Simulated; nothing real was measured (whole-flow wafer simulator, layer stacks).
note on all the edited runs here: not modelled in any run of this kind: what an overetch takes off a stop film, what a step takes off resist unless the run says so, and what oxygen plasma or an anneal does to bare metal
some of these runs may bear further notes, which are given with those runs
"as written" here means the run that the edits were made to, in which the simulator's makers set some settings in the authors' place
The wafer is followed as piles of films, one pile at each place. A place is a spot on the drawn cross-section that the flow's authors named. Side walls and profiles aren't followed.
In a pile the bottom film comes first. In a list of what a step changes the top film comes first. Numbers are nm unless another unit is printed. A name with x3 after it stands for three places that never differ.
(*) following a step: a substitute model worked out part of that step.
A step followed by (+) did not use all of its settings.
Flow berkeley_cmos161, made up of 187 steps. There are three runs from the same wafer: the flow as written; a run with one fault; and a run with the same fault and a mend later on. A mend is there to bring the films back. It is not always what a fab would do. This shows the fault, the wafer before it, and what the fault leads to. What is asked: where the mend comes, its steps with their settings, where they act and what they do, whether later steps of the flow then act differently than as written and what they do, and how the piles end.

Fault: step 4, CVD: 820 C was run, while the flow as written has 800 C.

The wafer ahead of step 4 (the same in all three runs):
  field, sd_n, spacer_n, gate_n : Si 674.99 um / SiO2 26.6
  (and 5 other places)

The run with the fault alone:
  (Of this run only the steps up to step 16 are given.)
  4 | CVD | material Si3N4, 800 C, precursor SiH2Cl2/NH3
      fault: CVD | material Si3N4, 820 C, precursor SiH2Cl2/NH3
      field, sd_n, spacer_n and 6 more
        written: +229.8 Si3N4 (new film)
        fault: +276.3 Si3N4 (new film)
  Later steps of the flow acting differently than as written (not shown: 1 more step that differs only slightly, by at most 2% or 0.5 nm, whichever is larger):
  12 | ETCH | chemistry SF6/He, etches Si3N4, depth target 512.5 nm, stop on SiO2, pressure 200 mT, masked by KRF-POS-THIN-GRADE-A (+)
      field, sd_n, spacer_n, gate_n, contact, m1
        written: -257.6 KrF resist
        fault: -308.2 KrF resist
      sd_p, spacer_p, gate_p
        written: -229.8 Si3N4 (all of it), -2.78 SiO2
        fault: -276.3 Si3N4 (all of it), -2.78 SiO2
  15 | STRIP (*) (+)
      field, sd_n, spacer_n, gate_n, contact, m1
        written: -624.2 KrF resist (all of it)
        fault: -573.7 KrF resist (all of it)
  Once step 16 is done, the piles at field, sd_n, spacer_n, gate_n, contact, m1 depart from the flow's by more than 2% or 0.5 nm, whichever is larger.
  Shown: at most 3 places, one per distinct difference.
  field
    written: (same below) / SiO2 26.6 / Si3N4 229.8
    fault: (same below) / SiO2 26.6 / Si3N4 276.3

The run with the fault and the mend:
  The mend stands after step 4.
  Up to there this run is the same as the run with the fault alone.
  4a | ETCH | chemistry h3po4, depth target 317.7 nm
      field, sd_n, spacer_n and 6 more
        -276.3 Si3N4 (all of it)
  4b | CLEAN | chemistry SC1/SC2 (the flow's step 1, run once more)
      alters no film at any place that is followed
  4c | CVD | material Si3N4, 800 C, precursor SiH2Cl2/NH3 (the flow's step 4, run once more)
      field, sd_n, spacer_n and 6 more
        +229.8 Si3N4 (new film)
  Later steps of the flow that are run all act as written at every place that is followed.
  The piles end the same as the flow's at every place that both follow.
